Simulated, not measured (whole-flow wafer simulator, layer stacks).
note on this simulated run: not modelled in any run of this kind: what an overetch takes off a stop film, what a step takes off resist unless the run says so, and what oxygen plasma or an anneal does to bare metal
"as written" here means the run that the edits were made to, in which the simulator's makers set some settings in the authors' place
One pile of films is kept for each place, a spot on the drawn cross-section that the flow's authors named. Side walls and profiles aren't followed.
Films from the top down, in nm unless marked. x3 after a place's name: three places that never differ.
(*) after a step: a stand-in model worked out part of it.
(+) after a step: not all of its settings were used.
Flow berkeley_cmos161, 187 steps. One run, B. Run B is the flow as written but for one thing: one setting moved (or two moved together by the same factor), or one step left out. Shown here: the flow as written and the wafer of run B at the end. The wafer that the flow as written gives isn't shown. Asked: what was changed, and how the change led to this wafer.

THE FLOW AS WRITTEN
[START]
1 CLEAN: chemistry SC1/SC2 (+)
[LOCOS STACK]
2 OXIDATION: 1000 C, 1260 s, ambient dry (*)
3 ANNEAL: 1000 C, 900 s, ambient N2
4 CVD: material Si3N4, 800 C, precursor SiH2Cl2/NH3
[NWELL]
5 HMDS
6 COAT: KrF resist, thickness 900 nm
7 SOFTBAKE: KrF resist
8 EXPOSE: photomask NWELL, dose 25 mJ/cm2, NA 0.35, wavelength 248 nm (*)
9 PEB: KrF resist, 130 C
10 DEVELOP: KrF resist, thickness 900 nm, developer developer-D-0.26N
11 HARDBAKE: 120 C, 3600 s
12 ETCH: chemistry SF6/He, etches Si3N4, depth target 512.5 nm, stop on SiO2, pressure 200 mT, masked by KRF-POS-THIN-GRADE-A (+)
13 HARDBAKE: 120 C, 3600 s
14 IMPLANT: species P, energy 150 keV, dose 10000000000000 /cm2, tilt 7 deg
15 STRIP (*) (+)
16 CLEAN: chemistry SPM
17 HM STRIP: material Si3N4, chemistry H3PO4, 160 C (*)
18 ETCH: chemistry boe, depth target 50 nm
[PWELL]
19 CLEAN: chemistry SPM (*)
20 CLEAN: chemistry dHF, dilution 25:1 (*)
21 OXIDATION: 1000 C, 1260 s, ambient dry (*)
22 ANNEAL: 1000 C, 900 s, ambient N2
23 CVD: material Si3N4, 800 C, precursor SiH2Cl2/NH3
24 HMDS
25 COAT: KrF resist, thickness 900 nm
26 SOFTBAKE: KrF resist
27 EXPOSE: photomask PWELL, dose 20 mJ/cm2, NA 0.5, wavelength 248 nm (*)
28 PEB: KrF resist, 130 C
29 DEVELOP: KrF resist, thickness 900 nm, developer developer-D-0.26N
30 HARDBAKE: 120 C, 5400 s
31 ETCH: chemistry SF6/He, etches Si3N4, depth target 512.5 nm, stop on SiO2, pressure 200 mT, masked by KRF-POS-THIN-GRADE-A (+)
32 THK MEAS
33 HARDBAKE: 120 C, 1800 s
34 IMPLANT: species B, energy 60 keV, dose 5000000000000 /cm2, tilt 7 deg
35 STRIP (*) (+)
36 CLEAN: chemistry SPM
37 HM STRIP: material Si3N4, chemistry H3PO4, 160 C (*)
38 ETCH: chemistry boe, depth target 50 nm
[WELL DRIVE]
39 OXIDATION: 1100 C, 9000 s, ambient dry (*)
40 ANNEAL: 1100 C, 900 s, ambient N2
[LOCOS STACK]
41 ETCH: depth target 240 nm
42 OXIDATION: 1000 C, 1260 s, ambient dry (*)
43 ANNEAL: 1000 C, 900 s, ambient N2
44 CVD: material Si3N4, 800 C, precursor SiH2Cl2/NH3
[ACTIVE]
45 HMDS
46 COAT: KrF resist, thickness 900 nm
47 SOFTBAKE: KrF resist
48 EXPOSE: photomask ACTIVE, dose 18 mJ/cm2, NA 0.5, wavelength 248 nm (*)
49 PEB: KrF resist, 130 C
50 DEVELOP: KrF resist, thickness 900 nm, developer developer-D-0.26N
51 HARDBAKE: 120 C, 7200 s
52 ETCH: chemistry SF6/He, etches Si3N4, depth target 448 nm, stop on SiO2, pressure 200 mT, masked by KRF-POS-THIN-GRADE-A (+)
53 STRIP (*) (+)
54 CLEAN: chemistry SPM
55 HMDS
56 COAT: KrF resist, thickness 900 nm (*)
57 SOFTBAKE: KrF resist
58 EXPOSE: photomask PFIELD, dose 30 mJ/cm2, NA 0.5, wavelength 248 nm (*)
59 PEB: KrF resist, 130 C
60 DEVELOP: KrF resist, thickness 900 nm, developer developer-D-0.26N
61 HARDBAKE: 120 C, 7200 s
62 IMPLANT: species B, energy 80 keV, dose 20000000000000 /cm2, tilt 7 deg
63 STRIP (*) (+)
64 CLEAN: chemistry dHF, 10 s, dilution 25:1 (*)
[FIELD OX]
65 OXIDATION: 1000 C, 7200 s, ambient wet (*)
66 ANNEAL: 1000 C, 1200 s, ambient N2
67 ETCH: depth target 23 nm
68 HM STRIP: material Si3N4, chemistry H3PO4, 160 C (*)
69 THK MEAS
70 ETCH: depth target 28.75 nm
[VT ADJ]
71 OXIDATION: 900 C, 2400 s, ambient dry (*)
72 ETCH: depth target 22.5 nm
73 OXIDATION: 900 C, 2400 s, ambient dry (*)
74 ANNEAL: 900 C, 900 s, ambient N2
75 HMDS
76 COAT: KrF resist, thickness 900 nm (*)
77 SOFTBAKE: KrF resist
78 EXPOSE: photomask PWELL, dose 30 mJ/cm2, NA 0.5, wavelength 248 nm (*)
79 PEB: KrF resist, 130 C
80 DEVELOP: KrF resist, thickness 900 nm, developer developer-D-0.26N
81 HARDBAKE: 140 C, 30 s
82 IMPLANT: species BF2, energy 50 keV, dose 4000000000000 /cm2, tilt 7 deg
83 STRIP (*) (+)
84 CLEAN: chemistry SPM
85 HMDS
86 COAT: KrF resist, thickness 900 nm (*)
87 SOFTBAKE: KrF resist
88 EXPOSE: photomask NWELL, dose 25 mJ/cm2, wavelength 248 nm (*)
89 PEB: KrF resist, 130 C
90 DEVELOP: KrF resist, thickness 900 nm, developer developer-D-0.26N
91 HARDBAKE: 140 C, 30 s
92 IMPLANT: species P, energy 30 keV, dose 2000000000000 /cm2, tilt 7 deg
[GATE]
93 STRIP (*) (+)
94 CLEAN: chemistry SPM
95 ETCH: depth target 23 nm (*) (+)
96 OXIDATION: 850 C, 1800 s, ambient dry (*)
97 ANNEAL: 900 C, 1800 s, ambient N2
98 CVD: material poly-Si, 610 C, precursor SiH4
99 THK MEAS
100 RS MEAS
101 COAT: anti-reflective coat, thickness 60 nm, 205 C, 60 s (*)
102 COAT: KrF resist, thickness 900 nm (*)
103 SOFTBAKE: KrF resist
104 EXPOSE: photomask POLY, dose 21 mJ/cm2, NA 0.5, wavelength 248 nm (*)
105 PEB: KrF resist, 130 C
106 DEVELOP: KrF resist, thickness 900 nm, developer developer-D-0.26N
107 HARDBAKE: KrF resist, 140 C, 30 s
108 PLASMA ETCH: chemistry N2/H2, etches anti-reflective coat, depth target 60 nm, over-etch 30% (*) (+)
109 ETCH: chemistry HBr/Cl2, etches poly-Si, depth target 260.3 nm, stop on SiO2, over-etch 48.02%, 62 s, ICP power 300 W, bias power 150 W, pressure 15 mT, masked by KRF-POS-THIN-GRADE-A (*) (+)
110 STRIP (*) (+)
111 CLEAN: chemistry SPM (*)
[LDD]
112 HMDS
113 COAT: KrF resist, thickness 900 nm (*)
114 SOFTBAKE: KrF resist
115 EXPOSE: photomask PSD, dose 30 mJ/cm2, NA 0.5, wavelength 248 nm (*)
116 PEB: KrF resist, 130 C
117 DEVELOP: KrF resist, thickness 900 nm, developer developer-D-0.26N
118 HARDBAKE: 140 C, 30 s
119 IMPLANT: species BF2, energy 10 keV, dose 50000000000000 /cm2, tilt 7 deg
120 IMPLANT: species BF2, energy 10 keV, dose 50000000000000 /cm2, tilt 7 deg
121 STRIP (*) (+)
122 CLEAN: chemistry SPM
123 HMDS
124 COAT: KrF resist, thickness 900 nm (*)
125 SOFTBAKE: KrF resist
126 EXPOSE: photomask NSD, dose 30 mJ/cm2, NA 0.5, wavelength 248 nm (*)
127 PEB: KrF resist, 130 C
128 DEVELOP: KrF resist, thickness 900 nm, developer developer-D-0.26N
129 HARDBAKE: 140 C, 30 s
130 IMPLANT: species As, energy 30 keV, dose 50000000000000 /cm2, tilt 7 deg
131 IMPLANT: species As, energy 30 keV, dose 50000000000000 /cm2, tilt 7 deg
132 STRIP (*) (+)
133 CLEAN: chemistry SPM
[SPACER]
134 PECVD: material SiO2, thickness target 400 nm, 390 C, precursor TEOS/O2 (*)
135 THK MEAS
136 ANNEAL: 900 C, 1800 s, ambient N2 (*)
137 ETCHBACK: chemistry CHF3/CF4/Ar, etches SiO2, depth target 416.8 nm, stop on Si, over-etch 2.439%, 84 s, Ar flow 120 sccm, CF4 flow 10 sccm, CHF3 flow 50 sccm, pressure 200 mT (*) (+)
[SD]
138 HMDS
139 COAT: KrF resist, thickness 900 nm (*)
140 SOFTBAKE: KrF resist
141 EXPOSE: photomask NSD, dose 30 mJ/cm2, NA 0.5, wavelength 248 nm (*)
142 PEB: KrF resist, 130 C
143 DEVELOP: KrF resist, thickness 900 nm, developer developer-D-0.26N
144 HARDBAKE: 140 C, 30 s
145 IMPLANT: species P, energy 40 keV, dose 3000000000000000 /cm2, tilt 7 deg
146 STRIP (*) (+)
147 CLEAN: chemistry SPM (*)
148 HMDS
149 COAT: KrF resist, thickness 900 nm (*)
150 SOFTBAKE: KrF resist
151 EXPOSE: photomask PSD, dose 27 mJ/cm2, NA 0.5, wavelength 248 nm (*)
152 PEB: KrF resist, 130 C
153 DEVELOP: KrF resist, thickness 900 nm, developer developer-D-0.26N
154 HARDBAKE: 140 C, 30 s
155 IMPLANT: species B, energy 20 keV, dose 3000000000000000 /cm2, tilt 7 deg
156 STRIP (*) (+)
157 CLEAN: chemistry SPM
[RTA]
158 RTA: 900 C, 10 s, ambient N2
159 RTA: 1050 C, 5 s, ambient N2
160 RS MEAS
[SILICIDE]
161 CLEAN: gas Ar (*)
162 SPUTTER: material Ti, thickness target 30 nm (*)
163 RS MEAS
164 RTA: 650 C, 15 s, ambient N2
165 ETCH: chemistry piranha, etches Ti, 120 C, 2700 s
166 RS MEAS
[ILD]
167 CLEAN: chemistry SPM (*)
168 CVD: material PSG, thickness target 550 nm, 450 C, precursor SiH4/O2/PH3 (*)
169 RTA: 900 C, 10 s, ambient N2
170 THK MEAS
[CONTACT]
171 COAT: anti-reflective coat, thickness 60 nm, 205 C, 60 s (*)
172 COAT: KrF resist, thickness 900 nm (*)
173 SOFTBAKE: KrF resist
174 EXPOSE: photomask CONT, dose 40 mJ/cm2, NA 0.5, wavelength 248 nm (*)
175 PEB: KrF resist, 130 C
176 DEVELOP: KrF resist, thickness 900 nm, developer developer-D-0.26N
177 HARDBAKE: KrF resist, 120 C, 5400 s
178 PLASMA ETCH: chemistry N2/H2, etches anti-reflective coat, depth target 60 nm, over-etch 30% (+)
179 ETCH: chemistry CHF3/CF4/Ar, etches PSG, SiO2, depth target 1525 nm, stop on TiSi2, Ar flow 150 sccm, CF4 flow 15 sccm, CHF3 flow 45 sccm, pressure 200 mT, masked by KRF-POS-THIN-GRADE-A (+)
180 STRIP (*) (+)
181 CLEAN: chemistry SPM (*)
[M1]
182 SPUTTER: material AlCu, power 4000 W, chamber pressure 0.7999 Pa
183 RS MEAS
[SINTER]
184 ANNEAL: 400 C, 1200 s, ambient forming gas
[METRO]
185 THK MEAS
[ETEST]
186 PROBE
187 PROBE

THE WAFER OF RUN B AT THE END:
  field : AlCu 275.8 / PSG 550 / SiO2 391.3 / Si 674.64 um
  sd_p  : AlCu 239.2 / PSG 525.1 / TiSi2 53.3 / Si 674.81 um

The cause: step 70, ETCH: depth target 46 nm was run, where the flow has depth target 28.75 nm.

How the change led to this, step by step:
  70 ETCH: depth target 28.75 nm
      field: SiO2 -46 (as written it would be: SiO2 -28.8)
  101 COAT: anti-reflective coat, thickness 60 nm, 205 C, 60 s (*)
      sd_n: anti-reflective coat +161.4 (new film) (as written it would be: anti-reflective coat +173.5 (new film))
      spacer_n: anti-reflective coat +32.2 (new film) (as written it would be: anti-reflective coat +28.7 (new film))
      (and at 6 more places)
  108 PLASMA ETCH: chemistry N2/H2, etches anti-reflective coat, depth target 60 nm, over-etch 30% (*) (+)
      sd_n: anti-reflective coat -161.4 (all of it), poly-Si -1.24 (as written it would be: anti-reflective coat -173.5 (all of it), poly-Si -1.33)
      spacer_n: anti-reflective coat -32.2 (all of it), poly-Si -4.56 (as written it would be: anti-reflective coat -28.7 (all of it), poly-Si -5.05)
      (and at 4 more places)
  110 STRIP (*) (+)
      gate_n: chemical SiO2 +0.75 (new film), KrF resist -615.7 (all of it), anti-reflective coat -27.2 (all of it), poly-Si -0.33 (as written it would be: chemical SiO2 +0.75 (new film), KrF resist -626.8 (all of it), anti-reflective coat -23.7 (all of it), poly-Si -0.33)
      gate_p: chemical SiO2 +0.75 (new film), KrF resist -591.2 (all of it), anti-reflective coat -30 (all of it), poly-Si -0.33 (as written it would be: chemical SiO2 +0.75 (new film), KrF resist -598.2 (all of it), anti-reflective coat -27.9 (all of it), poly-Si -0.33)
  171 COAT: anti-reflective coat, thickness 60 nm, 205 C, 60 s (*)
      sd_n: anti-reflective coat +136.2 (new film) (as written it would be: anti-reflective coat +149.7 (new film))
      spacer_n: anti-reflective coat +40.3 (new film) (as written it would be: anti-reflective coat +41.3 (new film))
      (and at 2 more places)
  180 STRIP (*) (+)
      sd_n: KrF resist -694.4 (all of it), anti-reflective coat -136.2 (all of it) (as written it would be: KrF resist -692.5 (all of it), anti-reflective coat -149.7 (all of it))
      spacer_n: KrF resist -624.3 (all of it), anti-reflective coat -40.3 (all of it) (as written it would be: KrF resist -635.2 (all of it), anti-reflective coat -41.3 (all of it))
      (and at 2 more places)
